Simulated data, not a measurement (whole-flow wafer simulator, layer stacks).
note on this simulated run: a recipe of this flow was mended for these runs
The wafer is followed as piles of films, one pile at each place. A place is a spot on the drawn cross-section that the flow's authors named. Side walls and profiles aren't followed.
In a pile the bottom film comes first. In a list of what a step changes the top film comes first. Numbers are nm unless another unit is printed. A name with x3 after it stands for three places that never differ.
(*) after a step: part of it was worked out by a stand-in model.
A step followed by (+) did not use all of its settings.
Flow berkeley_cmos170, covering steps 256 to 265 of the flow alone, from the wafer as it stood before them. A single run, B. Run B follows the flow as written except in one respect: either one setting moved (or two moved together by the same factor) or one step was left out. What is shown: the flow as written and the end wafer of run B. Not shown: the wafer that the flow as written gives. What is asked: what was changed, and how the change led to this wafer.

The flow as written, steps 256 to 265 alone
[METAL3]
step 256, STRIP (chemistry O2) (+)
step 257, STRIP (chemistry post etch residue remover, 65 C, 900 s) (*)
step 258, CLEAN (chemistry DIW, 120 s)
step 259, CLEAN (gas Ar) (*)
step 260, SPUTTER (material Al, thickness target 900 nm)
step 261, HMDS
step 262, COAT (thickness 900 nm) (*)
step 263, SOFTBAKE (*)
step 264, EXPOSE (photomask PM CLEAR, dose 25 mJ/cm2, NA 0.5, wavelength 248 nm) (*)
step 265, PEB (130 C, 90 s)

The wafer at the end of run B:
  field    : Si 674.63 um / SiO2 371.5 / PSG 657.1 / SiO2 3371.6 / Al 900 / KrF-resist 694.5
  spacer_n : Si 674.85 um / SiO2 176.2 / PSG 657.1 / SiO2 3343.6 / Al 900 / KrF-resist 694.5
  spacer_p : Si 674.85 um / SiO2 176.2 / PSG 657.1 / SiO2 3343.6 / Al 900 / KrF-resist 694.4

Cause: step 262, COAT: thickness 696 nm was run, whereas the flow has thickness 900 nm.

How this came from the change, step by step:
  step 262, COAT (thickness 900 nm) (*)
      field, mark: +696 KrF-resist (new film) (as written it would have been: +900 KrF-resist (new film))
      sd_p, spacer_p: +695.8 KrF-resist (new film) (as written it would have been: +899.8 KrF-resist (new film))
      (as well as at 9 more places)
  step 265, PEB (130 C, 90 s)
      field, mark, sd_n, spacer_n, gate_n, sd_p, spacer_p, gate_p: -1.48 KrF-resist (as written it would have been: -2 KrF-resist)
      contact: -1.47 KrF-resist (as written it would have been: -2 KrF-resist)
      (as well as at 4 more places)
